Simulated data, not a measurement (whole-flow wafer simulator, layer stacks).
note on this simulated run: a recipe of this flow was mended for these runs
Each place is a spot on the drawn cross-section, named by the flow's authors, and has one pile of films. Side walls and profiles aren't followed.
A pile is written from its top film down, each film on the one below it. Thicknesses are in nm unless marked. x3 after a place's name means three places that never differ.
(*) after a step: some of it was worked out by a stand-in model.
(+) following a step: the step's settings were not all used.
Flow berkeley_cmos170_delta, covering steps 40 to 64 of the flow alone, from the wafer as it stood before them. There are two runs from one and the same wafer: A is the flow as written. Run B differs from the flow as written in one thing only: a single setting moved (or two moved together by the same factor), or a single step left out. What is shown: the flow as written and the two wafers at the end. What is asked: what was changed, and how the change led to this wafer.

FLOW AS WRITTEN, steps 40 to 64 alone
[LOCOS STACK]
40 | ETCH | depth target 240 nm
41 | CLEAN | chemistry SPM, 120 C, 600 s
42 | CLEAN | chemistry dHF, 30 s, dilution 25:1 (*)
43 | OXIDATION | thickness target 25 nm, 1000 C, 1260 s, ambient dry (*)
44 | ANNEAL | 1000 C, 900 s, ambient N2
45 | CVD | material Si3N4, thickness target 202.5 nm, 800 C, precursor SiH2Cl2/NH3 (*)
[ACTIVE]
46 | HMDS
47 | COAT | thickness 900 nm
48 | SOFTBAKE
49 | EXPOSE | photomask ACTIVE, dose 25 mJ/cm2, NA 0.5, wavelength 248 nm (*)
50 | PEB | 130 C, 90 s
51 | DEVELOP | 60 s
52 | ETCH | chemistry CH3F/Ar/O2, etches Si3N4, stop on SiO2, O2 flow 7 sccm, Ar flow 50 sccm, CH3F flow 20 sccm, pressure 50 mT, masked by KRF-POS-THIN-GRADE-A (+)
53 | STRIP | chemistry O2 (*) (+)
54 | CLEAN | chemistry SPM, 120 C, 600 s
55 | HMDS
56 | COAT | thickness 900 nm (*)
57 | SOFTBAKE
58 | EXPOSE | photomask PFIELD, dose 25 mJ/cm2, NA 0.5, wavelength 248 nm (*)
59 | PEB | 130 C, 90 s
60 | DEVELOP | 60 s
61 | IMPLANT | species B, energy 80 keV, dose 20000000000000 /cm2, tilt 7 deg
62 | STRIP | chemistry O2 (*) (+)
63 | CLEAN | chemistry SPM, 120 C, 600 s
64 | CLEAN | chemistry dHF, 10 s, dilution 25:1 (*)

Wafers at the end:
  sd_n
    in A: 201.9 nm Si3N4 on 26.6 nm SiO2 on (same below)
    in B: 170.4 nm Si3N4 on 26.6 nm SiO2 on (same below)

What caused this: step 45, CVD: thickness target 171 nm was run, though the flow has thickness target 202.5 nm.

How this came from the change, step by step:
  45 | CVD | material Si3N4, thickness target 202.5 nm, 800 C, precursor SiH2Cl2/NH3 (*)
      field, sd_n, spacer_n and 6 more: A Si3N4 gains 202.5 (new film) | B Si3N4 gains 171 (new film)
  52 | ETCH | chemistry CH3F/Ar/O2, etches Si3N4, stop on SiO2, O2 flow 7 sccm, Ar flow 50 sccm, CH3F flow 20 sccm, pressure 50 mT, masked by KRF-POS-THIN-GRADE-A (+)
      sd_n, spacer_n, gate, sd_p, spacer_p, gate_p, contact, m1: A KrF-resist loses 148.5 | B KrF-resist loses 127.5
      field: A Si3N4 loses 202.5 (all of it), SiO2 loses 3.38 | B Si3N4 loses 171 (all of it), SiO2 loses 3.38
  53 | STRIP | chemistry O2 (*) (+)
      sd_n, spacer_n, gate, sd_p, spacer_p, gate_p, contact, m1: A KrF-resist loses 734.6 (all of it) | B KrF-resist loses 755.6 (all of it)
  62 | STRIP | chemistry O2 (*) (+)
      sd_n: A KrF-resist loses 777.7 (all of it) | B KrF-resist loses 793.7 (all of it)
